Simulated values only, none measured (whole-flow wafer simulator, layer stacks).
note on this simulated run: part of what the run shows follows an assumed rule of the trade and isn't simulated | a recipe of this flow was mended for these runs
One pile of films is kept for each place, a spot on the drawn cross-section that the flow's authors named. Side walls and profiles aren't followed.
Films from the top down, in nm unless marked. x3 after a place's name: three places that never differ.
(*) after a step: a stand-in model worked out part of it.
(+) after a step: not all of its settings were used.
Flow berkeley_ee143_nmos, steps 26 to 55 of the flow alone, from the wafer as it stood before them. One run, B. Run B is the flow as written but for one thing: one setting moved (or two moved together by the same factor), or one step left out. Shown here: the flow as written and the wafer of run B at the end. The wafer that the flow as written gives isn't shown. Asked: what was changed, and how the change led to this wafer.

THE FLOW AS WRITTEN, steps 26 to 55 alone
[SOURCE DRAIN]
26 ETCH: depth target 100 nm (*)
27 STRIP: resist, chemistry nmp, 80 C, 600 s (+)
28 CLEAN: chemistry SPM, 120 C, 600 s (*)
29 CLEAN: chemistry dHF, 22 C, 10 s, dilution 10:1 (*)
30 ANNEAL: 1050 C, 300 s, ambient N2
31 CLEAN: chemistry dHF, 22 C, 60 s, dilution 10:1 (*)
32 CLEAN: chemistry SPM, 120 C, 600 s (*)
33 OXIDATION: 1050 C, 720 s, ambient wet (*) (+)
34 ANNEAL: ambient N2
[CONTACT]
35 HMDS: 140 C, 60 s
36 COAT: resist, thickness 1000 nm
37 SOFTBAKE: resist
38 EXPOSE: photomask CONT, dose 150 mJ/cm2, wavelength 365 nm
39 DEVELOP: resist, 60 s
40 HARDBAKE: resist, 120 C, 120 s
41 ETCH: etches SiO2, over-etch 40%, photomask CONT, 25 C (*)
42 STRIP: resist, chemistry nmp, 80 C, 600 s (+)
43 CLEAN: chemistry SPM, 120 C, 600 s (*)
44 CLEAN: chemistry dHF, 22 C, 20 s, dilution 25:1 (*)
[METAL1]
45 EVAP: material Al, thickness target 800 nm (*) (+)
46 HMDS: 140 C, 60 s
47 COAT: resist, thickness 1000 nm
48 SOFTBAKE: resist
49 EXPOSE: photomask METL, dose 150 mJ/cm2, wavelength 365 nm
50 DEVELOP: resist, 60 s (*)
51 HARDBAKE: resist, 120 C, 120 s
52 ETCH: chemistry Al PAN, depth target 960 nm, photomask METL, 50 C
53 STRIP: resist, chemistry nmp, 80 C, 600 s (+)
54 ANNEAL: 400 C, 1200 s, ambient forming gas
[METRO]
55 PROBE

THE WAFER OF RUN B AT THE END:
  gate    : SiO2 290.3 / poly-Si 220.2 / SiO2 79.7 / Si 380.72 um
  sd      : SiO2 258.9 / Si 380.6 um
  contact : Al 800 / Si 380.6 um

The cause: step 33, OXIDATION: 1152 s was run, where the flow has 720 s.

How the change led to this, step by step:
  33 OXIDATION: 1050 C, 720 s, ambient wet (*) (+)
      sd, contact: SiO2 +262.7 (new film), chemical SiO2 -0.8 (all of it), Si -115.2 (as written it would be: SiO2 +189.4 (new film), chemical SiO2 -0.8 (all of it), Si -83)
      gate: SiO2 +294.1 (new film), chemical SiO2 -0.8 (all of it), poly-Si -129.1 (as written it would be: SiO2 +217.6 (new film), chemical SiO2 -0.8 (all of it), poly-Si -95.4)
      (and at 1 more place)
  41 ETCH: etches SiO2, over-etch 40%, photomask CONT, 25 C (*)
      contact: SiO2 -262.7 (all of it) (as written it would be: SiO2 -189.4 (all of it))
  47 COAT: resist, thickness 1000 nm
      contact: resist +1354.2 (new film) (as written it would be: resist +1301 (new film))
  51 HARDBAKE: resist, 120 C, 120 s
      contact: resist -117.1 (as written it would be: resist -112.2)
  53 STRIP: resist, chemistry nmp, 80 C, 600 s (+)
      contact: resist -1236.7 (all of it) (as written it would be: resist -1188.4 (all of it))
